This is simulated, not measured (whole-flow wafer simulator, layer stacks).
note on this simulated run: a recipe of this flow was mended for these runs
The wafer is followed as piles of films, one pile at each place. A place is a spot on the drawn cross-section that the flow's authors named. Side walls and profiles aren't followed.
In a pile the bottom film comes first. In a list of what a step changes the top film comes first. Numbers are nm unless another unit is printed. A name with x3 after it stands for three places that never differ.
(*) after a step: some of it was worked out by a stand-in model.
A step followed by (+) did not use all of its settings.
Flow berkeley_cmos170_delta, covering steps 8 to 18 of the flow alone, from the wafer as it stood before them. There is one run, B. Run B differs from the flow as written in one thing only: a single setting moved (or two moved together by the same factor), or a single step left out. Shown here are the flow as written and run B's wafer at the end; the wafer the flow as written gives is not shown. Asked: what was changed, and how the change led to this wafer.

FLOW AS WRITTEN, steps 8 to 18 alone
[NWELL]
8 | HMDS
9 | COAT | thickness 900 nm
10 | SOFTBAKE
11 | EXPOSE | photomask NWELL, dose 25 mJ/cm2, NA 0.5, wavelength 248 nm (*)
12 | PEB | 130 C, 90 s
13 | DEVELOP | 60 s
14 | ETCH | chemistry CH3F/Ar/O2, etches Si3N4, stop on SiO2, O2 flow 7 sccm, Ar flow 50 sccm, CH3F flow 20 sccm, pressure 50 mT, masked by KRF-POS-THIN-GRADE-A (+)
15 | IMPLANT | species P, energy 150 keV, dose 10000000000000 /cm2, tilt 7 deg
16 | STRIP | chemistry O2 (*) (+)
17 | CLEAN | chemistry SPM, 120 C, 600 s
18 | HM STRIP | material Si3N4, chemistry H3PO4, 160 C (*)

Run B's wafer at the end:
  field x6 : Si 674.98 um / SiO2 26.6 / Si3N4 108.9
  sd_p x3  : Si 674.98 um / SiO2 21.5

The reason: step 18, HM STRIP: 128 C was run, while the flow as written has 160 C.

Step by step, how the change led to this:
  18 | HM STRIP | material Si3N4, chemistry H3PO4, 160 C (*)
      field x6: -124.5 Si3N4 (it would be, as written: -233.4 Si3N4 (all of it), -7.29 SiO2)
      sd_p x3: -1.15 SiO2 (it would be, as written: -14.8 SiO2)
